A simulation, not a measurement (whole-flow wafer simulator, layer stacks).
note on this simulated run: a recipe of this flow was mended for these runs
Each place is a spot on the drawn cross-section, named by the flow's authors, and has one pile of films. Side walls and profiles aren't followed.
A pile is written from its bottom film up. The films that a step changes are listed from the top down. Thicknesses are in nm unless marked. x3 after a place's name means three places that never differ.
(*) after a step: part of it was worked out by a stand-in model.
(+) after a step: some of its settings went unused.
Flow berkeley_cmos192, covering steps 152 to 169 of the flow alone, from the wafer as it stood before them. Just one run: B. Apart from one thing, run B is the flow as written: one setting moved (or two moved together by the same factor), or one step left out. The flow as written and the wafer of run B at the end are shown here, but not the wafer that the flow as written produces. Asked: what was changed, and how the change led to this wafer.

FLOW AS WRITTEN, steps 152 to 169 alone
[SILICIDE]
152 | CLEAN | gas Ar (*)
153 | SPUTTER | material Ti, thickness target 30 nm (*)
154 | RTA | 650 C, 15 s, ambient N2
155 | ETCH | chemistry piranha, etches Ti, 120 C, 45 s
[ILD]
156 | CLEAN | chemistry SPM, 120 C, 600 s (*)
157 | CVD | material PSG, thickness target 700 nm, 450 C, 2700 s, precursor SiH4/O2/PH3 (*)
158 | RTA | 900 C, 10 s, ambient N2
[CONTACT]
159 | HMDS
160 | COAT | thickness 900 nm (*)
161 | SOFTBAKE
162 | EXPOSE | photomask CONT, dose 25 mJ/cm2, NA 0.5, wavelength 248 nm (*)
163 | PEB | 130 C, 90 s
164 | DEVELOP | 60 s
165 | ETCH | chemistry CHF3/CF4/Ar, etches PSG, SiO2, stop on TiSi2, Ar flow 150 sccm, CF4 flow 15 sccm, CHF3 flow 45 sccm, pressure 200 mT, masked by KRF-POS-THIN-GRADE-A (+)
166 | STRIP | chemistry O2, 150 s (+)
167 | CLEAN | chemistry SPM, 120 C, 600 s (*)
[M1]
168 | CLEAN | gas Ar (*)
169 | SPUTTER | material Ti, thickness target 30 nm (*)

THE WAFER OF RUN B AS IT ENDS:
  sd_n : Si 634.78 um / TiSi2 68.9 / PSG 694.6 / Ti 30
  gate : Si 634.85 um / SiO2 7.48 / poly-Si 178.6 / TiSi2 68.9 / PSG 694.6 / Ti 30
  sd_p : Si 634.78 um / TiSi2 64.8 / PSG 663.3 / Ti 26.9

What caused this: step 153, SPUTTER: thickness target 37 nm was run, though the flow has thickness target 30 nm; step 155, ETCH: 56 s was run, where the flow has 45 s.

The path from the change to this, step by step:
  153 | SPUTTER | material Ti, thickness target 30 nm (*)
      field, sd_n, spacer_n, gate, spacer_p, gate_p, contact, m1: +37 Ti (new film) (in the flow as written it would be: +30 Ti (new film))
      sd_p: +34.8 Ti (new film) (in the flow as written it would be: +28.2 Ti (new film))
  154 | RTA | 650 C, 15 s, ambient N2
      sd_n, contact, m1: -28.9 Ti, +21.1 TiSi first (new film), +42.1 TiSi2 C49 (new film), -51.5 Si (in the flow as written it would be: -23.4 Ti, +6.2 TiSi first (new film), +50.3 TiSi2 C49 (new film), -49 Si)
      gate, gate_p: -28.9 Ti, +21.1 TiSi first (new film), +42.1 TiSi2 C49 (new film), -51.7 poly-Si (in the flow as written it would be: -23.4 Ti, +6.2 TiSi first (new film), +50.3 TiSi2 C49 (new film), -49.2 poly-Si)
      (as well as at 1 more place)
  155 | ETCH | chemistry piranha, etches Ti, 120 C, 45 s
      sd_n, gate, gate_p, contact, m1: -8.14 Ti (all of it), -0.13 TiSi first (in the flow as written it would be: -6.6 Ti (all of it), -0.1 TiSi first)
      field, spacer_n, spacer_p: -37 Ti (all of it) (in the flow as written it would be: -30 Ti (all of it))
      (as well as at 1 more place)
  158 | RTA | 900 C, 10 s, ambient N2
      sd_n, contact, m1: under 1 film: +68.9 TiSi2 (new film), -20.9 TiSi first (all of it), -42.1 TiSi2 C49 (all of it), -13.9 Si (in the flow as written it would be: under 1 film: +55.9 TiSi2 (new film), -6.09 TiSi first (all of it), -50.3 TiSi2 C49 (all of it), -4.05 Si)
      gate, gate_p: under 1 film: +68.9 TiSi2 (new film), -20.9 TiSi first (all of it), -42.1 TiSi2 C49 (all of it), -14 poly-Si (in the flow as written it would be: under 1 film: +55.9 TiSi2 (new film), -6.09 TiSi first (all of it), -50.3 TiSi2 C49 (all of it), -4.06 poly-Si)
      (as well as at 1 more place)
